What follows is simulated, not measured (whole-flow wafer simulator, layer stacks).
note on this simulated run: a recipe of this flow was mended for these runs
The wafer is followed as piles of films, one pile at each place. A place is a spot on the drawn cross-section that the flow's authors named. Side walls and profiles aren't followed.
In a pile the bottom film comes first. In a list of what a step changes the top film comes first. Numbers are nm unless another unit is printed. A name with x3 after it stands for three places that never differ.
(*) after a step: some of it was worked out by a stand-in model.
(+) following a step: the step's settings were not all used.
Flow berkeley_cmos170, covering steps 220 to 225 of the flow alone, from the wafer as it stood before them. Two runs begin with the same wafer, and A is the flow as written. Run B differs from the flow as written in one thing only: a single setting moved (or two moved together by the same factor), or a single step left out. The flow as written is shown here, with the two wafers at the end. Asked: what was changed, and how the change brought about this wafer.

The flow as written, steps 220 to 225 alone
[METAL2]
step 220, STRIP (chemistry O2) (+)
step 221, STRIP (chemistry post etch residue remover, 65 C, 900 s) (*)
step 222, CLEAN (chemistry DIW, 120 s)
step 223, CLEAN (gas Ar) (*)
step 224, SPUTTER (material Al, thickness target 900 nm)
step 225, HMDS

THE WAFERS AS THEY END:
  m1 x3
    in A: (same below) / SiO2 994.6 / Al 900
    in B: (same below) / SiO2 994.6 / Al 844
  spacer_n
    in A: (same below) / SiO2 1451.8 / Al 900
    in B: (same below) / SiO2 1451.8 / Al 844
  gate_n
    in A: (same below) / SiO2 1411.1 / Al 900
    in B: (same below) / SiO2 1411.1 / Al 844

What caused this: step 224, SPUTTER: thickness target 844 nm was run, whereas the flow has thickness target 900 nm.
The wafer itself shows it: m1 x3 has Al 844, and step 224 as written asks for 900 nm.

How this came from the change, step by step:
  step 224, SPUTTER (material Al, thickness target 900 nm)
      field, mark, sd_n and 9 more: A Al gains 900 (new film) | B Al gains 844 (new film)
      via1: A Al gains 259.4 | B Al gains 250.3
